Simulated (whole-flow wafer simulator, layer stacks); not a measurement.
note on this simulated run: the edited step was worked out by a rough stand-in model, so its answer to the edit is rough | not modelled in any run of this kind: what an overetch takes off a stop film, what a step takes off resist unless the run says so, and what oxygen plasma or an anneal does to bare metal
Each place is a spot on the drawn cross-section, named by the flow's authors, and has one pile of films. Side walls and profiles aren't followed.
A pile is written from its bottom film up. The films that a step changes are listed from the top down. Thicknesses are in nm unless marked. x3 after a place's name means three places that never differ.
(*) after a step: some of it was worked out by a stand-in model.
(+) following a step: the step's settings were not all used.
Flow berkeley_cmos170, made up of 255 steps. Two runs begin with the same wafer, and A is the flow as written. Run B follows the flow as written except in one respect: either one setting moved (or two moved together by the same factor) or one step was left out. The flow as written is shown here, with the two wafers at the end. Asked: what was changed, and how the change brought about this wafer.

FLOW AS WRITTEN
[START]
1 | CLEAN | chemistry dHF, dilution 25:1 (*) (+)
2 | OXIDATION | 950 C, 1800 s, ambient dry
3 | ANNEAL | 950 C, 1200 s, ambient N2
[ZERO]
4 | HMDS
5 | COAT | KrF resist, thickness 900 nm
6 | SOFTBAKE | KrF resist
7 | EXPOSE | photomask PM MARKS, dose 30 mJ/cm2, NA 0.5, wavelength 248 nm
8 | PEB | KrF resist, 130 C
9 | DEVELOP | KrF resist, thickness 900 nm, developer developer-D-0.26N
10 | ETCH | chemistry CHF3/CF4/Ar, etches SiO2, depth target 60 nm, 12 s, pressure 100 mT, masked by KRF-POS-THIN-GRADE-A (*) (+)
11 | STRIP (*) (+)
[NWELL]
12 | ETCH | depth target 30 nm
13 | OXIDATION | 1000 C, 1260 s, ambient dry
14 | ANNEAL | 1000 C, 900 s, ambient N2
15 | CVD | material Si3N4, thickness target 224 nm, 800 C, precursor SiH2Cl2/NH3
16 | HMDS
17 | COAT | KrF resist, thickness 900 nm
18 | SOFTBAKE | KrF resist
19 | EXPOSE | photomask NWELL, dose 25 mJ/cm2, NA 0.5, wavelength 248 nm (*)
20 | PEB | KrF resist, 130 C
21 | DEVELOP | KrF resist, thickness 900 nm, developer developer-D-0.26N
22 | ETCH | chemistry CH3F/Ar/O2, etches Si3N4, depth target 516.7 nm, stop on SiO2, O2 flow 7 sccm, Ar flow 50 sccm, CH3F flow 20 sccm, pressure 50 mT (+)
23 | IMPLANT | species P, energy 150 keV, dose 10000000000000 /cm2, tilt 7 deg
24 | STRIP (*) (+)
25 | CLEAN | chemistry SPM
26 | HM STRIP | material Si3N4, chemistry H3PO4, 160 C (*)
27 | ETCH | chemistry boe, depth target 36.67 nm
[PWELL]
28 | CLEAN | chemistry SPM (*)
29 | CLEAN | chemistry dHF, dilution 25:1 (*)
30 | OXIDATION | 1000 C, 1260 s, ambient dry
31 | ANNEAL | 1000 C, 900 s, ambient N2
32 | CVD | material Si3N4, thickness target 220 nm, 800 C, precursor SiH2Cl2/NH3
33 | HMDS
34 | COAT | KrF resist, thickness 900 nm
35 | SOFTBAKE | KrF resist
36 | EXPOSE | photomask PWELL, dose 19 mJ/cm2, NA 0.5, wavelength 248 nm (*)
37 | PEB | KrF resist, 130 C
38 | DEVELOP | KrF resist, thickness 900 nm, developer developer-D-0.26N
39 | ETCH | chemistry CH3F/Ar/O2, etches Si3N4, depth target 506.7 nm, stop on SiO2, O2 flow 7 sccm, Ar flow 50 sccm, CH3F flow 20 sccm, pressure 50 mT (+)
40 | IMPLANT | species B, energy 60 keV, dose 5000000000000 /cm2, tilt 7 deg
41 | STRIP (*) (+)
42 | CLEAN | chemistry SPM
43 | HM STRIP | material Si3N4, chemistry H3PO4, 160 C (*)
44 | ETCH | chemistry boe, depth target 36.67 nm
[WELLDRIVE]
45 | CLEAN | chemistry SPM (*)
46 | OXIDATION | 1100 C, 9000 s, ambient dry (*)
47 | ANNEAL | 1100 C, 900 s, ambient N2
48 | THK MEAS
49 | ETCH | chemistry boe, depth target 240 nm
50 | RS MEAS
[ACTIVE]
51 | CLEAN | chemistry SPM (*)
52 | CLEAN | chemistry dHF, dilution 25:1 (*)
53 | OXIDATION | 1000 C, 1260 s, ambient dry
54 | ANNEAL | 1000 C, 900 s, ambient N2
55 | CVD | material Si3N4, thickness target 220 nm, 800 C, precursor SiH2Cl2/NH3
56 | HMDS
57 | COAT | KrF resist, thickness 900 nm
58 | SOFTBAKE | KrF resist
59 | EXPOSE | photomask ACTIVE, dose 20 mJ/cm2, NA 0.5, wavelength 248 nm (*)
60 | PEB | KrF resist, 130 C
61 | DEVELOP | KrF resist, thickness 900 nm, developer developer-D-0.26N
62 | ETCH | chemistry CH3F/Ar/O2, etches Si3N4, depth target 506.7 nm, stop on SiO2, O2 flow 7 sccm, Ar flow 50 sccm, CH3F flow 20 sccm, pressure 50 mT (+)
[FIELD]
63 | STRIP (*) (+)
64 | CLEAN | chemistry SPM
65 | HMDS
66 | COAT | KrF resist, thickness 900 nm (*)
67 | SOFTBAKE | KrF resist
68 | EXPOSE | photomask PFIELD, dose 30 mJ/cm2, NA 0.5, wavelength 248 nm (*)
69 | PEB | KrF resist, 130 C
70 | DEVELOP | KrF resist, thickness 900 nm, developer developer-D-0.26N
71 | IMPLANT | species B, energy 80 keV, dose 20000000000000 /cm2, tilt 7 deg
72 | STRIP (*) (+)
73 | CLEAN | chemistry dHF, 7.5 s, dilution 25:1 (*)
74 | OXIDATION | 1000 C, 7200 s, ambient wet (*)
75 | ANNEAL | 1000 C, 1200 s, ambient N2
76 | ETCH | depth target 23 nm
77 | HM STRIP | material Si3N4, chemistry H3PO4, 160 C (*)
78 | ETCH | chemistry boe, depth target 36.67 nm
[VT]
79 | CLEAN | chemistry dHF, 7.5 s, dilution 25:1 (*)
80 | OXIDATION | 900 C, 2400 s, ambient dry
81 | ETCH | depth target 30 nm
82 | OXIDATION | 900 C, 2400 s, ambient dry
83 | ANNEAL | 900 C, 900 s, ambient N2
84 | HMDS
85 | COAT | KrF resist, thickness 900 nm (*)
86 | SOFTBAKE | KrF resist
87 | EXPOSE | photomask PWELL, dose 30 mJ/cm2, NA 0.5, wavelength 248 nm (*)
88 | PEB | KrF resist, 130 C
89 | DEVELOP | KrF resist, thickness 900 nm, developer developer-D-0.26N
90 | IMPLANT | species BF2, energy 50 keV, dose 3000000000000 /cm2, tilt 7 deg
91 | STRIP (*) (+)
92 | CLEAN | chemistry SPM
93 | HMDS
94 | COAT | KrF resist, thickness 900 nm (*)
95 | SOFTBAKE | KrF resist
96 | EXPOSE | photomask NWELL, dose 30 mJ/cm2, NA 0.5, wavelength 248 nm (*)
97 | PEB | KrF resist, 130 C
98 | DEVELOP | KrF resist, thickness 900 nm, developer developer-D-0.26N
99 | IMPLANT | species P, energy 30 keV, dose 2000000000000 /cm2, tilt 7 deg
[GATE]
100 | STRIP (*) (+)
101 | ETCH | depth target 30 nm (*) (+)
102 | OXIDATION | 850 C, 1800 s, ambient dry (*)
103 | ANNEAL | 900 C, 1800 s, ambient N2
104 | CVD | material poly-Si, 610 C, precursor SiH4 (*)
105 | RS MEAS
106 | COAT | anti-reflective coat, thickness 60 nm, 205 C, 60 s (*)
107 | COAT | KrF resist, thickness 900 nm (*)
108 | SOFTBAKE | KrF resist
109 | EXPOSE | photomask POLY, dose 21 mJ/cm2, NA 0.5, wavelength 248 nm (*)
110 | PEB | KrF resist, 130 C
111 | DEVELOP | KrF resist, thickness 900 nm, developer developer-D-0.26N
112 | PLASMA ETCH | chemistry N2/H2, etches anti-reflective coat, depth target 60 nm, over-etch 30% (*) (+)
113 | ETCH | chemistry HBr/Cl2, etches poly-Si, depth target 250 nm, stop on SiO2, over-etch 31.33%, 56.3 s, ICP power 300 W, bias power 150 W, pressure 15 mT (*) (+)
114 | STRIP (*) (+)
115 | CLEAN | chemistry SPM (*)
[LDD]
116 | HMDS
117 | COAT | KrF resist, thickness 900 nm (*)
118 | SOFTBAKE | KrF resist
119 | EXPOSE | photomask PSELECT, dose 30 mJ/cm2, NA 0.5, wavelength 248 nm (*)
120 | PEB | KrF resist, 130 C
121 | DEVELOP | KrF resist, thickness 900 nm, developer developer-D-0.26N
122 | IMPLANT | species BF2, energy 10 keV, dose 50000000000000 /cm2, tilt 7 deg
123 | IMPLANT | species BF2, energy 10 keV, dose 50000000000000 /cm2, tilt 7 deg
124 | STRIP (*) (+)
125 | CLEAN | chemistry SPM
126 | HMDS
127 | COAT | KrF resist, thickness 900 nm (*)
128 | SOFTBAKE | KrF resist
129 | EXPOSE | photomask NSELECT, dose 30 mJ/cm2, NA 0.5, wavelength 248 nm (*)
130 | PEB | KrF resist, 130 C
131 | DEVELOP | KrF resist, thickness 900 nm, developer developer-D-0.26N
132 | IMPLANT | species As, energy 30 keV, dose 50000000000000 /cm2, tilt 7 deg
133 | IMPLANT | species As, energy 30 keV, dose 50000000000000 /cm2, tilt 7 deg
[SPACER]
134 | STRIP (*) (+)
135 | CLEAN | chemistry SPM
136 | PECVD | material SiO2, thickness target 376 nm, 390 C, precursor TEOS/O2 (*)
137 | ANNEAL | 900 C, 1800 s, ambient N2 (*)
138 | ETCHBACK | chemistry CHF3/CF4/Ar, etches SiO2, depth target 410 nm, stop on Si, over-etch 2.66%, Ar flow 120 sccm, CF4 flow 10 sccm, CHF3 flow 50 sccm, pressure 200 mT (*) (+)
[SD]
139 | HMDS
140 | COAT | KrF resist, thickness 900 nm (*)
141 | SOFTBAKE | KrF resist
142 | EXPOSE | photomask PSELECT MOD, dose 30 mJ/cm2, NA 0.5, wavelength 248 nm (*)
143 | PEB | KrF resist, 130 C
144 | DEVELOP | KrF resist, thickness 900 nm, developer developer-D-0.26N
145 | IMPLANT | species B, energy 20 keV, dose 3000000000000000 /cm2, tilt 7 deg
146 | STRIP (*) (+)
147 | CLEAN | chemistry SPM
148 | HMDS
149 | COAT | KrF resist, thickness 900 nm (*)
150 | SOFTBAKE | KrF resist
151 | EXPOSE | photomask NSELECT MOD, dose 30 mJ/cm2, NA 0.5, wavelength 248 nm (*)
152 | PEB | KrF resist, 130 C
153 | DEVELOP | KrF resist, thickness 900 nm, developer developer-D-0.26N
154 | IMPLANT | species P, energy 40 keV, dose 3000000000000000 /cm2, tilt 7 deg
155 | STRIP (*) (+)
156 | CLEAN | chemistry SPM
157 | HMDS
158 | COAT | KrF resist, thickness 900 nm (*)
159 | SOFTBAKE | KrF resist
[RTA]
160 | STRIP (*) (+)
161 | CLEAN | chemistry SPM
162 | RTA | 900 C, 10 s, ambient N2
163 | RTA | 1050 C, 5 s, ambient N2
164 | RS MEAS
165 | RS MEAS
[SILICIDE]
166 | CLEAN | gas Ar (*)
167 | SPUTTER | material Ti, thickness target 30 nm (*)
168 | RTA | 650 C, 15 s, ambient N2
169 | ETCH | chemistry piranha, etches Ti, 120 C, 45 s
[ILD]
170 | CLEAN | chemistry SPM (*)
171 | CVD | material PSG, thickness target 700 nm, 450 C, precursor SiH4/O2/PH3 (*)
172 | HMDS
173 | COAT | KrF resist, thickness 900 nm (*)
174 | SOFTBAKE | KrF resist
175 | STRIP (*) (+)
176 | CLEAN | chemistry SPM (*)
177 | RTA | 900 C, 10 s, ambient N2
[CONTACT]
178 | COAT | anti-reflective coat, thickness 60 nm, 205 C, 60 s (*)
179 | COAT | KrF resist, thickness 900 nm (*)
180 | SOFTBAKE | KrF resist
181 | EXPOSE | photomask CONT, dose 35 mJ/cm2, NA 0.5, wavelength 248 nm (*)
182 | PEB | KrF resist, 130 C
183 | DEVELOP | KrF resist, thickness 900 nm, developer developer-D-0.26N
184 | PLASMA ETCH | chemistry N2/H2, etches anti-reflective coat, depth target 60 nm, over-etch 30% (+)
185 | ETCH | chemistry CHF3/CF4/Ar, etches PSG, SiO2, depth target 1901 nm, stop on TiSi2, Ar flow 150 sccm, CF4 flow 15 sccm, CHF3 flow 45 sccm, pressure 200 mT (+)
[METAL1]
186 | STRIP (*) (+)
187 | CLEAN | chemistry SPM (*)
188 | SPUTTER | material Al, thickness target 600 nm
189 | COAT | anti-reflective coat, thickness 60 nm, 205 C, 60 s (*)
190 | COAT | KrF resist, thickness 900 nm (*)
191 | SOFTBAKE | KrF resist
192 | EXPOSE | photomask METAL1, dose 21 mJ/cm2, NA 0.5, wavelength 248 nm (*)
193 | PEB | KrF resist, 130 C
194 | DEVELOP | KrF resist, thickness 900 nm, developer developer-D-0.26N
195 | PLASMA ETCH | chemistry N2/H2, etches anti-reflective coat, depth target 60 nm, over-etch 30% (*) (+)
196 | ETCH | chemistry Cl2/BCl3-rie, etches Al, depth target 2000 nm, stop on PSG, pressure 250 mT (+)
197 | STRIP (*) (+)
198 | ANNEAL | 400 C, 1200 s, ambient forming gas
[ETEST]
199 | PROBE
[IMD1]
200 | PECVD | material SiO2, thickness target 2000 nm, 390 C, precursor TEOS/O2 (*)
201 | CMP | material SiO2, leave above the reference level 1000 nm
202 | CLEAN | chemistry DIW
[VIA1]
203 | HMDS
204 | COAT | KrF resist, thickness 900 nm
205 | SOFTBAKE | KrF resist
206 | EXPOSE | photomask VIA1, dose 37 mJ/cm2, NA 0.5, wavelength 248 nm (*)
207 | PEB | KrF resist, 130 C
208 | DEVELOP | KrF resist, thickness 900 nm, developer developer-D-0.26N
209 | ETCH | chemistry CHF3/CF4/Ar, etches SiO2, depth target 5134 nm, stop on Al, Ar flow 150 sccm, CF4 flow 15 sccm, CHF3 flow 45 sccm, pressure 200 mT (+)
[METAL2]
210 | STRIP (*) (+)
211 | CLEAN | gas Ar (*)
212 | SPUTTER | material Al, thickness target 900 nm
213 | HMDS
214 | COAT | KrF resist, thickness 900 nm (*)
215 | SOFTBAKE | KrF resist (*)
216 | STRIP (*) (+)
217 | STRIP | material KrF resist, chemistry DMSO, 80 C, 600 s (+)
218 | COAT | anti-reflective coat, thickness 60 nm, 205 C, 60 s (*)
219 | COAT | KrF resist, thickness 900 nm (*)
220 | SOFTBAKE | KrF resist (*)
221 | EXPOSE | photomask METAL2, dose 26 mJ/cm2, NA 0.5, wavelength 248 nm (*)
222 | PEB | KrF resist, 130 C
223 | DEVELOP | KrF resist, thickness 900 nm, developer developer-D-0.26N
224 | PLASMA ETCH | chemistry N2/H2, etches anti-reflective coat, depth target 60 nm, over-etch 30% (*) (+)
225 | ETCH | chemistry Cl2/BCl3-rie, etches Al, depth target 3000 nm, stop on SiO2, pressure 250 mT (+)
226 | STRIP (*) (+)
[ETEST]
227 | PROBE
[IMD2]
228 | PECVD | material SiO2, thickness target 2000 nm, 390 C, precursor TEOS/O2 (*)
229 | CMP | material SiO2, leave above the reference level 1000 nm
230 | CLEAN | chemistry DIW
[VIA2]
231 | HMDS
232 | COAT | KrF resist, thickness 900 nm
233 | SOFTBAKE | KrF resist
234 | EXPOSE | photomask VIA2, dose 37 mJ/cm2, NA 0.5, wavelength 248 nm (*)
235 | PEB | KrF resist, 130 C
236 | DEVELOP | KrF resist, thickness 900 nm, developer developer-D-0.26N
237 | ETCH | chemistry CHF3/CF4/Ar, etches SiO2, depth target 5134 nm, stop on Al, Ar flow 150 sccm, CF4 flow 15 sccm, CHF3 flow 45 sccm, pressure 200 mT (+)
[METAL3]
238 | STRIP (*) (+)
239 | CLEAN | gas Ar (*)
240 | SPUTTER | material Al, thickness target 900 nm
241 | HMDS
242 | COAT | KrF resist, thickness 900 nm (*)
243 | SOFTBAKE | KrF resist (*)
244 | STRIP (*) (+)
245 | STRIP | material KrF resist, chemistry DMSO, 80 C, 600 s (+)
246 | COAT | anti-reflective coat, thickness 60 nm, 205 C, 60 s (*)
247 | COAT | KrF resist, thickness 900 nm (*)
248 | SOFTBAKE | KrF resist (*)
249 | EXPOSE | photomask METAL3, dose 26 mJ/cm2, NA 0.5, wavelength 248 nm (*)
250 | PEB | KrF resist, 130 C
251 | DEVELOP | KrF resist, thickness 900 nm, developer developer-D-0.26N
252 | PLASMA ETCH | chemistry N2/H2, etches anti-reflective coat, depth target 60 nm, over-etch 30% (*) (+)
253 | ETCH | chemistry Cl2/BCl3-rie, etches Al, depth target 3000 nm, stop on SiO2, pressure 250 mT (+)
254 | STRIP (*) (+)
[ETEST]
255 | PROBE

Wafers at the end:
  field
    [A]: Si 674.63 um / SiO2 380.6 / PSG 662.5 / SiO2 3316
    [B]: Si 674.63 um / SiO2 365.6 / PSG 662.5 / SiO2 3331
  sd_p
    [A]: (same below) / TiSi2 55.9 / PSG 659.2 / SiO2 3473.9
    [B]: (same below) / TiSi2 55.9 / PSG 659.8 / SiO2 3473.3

The reason: step 101, ETCH: depth target 45 nm was run, while the flow as written has depth target 30 nm.

How this came from the change, step by step:
  101 | ETCH | depth target 30 nm (*) (+)
      field: A SiO2 loses 30 | B SiO2 loses 45
  106 | COAT | anti-reflective coat, thickness 60 nm, 205 C, 60 s (*)
      sd_n: A anti-reflective coat gains 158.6 (new film) | B anti-reflective coat gains 148.7 (new film)
      spacer_n: A anti-reflective coat gains 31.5 (new film) | B anti-reflective coat gains 35.1 (new film)
      (as well as at 5 more places)
  112 | PLASMA ETCH | chemistry N2/H2, etches anti-reflective coat, depth target 60 nm, over-etch 30% (*) (+)
      sd_n: A anti-reflective coat loses 158.6 (all of it), poly-Si loses 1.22 | B anti-reflective coat loses 148.7 (all of it), poly-Si loses 1.14
      spacer_n: A anti-reflective coat loses 31.5 (all of it), poly-Si loses 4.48 | B anti-reflective coat loses 35.1 (all of it), poly-Si loses 4.06
      (as well as at 3 more places)
  114 | STRIP (*) (+)
      gate_n: A chemical SiO2 gains 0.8 (new film), KrF resist loses 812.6 (all of it), anti-reflective coat loses 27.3 (all of it), poly-Si loses 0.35 | B chemical SiO2 gains 0.8 (new film), KrF resist loses 800.8 (all of it), anti-reflective coat loses 31 (all of it), poly-Si loses 0.35
      gate_p: A chemical SiO2 gains 0.8 (new film), KrF resist loses 782.1 (all of it), anti-reflective coat loses 29.6 (all of it), poly-Si loses 0.35 | B chemical SiO2 gains 0.8 (new film), KrF resist loses 774.4 (all of it), anti-reflective coat loses 32.2 (all of it), poly-Si loses 0.35
  178 | COAT | anti-reflective coat, thickness 60 nm, 205 C, 60 s (*)
      sd_n: A anti-reflective coat gains 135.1 (new film) | B anti-reflective coat gains 127.6 (new film)
      gate_n: A anti-reflective coat gains 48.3 (new film) | B anti-reflective coat gains 47.2 (new film)
      (as well as at 2 more places)
  186 | STRIP (*) (+)
      sd_n: A KrF resist loses 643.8 (all of it), anti-reflective coat loses 135.1 (all of it) | B KrF resist loses 643.1 (all of it), anti-reflective coat loses 127.6 (all of it)
      gate_n: A KrF resist loses 553.1 (all of it), anti-reflective coat loses 48.3 (all of it) | B KrF resist loses 546.2 (all of it), anti-reflective coat loses 47.2 (all of it)
      (as well as at 2 more places)
  189 | COAT | anti-reflective coat, thickness 60 nm, 205 C, 60 s (*)
      m2: A anti-reflective coat gains 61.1 (new film) | B anti-reflective coat gains 63 (new film)
  197 | STRIP (*) (+)
      m2: A KrF resist loses 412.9 (all of it), anti-reflective coat loses 61.1 (all of it) | B KrF resist loses 407.8 (all of it), anti-reflective coat loses 63 (all of it)
  201 | CMP | material SiO2, leave above the reference level 1000 nm
      field: A SiO2 loses 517 | B SiO2 loses 502
